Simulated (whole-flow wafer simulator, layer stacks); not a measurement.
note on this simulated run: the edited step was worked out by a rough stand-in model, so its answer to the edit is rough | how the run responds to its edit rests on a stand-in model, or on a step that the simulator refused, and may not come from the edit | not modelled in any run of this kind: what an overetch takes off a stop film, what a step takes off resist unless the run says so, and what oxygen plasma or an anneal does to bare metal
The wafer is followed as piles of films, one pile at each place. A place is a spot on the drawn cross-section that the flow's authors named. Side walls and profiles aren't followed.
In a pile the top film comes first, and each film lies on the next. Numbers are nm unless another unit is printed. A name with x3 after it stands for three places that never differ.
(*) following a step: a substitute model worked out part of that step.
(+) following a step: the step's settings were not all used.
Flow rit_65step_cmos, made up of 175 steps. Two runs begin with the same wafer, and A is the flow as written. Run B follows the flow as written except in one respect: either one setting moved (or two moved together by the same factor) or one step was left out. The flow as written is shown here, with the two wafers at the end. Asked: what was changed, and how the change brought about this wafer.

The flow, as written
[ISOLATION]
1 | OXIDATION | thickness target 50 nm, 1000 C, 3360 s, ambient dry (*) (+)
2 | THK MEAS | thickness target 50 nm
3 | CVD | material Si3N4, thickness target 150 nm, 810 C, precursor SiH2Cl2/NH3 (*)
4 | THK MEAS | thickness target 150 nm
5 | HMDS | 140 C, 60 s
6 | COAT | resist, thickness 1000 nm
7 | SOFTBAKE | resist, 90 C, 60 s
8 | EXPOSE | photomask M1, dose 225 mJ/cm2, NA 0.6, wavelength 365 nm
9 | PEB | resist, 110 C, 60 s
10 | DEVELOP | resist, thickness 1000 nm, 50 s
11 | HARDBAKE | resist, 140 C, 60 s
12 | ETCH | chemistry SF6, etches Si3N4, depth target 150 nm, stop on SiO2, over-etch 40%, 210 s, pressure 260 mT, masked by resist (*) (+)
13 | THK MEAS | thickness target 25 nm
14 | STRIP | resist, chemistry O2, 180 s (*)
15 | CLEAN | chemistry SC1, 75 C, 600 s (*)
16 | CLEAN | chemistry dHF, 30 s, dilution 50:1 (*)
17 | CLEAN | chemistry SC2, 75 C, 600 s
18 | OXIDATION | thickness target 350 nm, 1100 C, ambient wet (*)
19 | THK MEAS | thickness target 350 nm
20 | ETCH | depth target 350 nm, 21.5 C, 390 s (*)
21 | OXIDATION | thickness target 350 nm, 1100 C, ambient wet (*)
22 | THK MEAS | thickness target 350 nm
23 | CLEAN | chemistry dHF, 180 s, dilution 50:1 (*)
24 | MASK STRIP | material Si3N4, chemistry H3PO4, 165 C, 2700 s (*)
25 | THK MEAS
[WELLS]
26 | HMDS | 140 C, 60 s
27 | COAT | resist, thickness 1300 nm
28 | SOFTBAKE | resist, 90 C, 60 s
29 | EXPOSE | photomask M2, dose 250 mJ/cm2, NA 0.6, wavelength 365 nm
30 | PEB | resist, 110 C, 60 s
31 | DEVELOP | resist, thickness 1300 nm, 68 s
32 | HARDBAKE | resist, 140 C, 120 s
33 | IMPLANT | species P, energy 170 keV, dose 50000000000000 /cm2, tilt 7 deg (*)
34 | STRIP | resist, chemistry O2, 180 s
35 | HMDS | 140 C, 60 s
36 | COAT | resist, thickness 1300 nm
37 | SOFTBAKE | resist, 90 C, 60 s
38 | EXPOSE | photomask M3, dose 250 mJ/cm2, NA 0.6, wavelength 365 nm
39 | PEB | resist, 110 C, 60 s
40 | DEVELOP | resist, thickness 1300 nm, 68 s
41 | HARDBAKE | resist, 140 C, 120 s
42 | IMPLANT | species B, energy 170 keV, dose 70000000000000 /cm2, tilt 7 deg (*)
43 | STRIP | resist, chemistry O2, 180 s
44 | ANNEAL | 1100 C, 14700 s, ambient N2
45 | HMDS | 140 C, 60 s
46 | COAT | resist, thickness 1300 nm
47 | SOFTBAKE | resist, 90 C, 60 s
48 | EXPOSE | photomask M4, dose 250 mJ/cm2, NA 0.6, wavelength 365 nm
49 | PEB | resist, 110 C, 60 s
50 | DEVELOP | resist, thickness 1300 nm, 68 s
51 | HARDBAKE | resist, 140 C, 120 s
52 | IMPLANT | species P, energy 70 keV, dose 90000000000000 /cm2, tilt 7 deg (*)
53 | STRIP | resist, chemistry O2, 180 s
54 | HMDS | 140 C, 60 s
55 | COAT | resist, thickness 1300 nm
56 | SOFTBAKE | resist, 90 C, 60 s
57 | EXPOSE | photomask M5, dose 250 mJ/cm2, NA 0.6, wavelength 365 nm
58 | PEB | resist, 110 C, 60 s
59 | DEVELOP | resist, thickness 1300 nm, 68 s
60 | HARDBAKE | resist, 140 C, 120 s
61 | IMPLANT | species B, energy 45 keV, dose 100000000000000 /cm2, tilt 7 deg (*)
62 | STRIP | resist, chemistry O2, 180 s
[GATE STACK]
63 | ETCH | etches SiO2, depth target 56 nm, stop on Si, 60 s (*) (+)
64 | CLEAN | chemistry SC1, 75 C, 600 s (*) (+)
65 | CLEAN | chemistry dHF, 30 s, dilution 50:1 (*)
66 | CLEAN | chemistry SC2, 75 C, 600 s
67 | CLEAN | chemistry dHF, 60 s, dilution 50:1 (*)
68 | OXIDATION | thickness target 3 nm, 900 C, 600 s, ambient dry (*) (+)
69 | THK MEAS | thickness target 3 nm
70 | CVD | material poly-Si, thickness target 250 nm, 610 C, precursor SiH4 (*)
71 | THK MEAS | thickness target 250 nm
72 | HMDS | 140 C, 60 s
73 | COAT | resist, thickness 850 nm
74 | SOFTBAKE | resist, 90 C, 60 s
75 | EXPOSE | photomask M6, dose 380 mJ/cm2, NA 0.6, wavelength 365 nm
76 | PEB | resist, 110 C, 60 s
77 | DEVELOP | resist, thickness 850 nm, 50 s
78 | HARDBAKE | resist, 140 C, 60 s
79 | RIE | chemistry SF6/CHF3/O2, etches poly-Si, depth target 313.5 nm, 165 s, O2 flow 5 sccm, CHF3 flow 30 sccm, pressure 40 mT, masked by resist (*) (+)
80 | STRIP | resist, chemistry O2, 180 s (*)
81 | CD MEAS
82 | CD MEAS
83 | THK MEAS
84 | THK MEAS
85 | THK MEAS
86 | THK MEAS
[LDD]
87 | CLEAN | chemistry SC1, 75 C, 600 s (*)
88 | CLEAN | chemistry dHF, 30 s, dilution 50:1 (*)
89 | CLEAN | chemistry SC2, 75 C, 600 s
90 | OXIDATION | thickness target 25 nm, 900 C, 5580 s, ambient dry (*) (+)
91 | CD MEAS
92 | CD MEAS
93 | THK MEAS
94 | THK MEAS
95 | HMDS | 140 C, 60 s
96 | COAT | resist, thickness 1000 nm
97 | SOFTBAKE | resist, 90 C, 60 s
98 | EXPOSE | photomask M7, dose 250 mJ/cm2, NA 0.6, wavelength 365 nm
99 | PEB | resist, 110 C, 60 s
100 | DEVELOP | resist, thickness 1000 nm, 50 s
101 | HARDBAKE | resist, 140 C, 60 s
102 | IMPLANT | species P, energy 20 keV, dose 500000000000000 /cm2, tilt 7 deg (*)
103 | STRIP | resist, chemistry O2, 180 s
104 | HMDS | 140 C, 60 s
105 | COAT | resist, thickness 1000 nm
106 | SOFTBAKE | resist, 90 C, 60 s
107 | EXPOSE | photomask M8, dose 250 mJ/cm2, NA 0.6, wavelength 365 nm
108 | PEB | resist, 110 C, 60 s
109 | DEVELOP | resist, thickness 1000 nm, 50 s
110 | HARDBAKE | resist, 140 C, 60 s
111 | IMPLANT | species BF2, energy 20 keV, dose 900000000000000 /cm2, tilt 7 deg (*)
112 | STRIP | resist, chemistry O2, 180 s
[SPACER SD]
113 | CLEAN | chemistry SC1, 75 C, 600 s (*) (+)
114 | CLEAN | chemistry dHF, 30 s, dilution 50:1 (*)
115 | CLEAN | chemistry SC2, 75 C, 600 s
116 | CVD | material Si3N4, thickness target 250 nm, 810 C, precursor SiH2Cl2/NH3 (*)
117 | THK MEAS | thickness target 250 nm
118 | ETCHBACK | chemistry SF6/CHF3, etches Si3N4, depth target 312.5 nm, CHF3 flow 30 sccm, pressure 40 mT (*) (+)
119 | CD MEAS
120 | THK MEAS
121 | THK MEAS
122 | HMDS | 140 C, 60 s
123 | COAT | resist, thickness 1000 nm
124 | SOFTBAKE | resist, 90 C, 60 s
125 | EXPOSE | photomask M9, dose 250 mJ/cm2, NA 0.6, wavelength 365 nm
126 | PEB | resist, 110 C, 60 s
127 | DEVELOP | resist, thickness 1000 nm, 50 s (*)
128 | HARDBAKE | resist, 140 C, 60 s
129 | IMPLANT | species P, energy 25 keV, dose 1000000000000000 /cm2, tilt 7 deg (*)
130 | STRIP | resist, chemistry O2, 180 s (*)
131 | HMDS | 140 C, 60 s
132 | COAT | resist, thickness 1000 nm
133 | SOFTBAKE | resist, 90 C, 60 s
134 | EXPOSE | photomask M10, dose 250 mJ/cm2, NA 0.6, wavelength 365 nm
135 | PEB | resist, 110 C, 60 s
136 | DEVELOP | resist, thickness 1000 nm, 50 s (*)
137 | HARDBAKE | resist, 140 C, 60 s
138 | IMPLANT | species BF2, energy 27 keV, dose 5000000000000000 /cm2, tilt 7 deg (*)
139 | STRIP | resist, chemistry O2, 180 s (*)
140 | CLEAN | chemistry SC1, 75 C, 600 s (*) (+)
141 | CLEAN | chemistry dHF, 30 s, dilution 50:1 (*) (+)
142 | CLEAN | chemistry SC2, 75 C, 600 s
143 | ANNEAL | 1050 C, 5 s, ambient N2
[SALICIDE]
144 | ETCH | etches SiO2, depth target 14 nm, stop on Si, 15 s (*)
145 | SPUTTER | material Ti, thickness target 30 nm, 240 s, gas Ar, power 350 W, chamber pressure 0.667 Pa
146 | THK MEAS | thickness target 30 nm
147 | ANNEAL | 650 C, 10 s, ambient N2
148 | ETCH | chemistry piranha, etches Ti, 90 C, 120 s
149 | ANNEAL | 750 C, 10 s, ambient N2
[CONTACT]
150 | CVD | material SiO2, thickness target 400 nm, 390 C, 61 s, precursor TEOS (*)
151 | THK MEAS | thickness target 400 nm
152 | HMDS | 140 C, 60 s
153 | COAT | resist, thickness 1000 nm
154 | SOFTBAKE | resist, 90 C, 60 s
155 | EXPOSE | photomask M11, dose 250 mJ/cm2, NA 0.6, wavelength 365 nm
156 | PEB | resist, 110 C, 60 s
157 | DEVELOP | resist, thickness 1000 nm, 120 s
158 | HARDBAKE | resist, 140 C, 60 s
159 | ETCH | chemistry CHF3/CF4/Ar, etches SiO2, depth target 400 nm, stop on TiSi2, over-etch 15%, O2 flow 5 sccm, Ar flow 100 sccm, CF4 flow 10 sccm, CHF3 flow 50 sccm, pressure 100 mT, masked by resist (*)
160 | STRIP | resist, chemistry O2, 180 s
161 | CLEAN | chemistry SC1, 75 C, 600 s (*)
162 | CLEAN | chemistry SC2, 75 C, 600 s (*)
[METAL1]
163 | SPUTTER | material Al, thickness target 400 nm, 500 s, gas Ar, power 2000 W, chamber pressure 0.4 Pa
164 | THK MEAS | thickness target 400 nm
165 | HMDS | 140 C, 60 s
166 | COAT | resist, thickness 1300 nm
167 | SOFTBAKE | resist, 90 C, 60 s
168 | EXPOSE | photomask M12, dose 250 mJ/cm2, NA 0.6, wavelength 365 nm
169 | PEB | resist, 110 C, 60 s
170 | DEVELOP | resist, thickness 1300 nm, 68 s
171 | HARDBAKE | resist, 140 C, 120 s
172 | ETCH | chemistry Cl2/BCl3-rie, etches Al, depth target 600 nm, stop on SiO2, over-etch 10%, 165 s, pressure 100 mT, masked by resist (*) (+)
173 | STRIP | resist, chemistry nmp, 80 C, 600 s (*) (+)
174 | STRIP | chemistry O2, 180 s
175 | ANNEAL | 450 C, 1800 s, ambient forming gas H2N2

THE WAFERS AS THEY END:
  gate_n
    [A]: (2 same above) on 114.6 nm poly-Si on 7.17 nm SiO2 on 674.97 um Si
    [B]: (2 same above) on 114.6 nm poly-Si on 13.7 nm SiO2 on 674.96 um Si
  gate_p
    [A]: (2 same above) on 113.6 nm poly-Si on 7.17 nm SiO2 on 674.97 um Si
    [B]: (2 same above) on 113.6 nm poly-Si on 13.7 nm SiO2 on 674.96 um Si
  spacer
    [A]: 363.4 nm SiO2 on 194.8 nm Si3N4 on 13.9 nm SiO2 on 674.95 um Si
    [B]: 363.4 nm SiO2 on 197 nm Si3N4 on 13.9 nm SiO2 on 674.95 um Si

What caused this: step 68, OXIDATION: 968 C was run, though the flow has 900 C.

How this came from the change, step by step:
  68 | OXIDATION | thickness target 3 nm, 900 C, 600 s, ambient dry (*) (+)
      active_n, active_p, gate_n and 7 more: A SiO2 gains 7.17 (new film), Si loses 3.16 | B SiO2 gains 13.7 (new film), Si loses 6.02
  79 | RIE | chemistry SF6/CHF3/O2, etches poly-Si, depth target 313.5 nm, 165 s, O2 flow 5 sccm, CHF3 flow 30 sccm, pressure 40 mT, masked by resist (*) (+)
      active_n, active_p, spacer, spacer_p, sd_n, sd_p, contact, m1: A poly-Si loses 250 (all of it), SiO2 loses 7.17 (all of it) | B poly-Si loses 250 (all of it), SiO2 loses 10.9
  80 | STRIP | resist, chemistry O2, 180 s (*)
      active_n, active_p, spacer, spacer_p, sd_n, sd_p, contact, m1: A chemical SiO2 gains 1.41 (new film), Si loses 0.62 | B nothing
  87 | CLEAN | chemistry SC1, 75 C, 600 s (*)
      active_n, active_p, spacer, spacer_p, sd_n, sd_p, contact, m1: A chemical SiO2 loses 0.81, Si loses 3.7 | B SiO2 loses 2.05
  88 | CLEAN | chemistry dHF, 30 s, dilution 50:1 (*)
      active_n, active_p, spacer, spacer_p, sd_n, sd_p, contact, m1: A chemical SiO2 loses 0.6 (all of it) | B SiO2 loses 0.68 (all of it)
  118 | ETCHBACK | chemistry SF6/CHF3, etches Si3N4, depth target 312.5 nm, CHF3 flow 30 sccm, pressure 40 mT (*) (+)
      spacer, spacer_p: A Si3N4 loses 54 | B Si3N4 loses 51.9
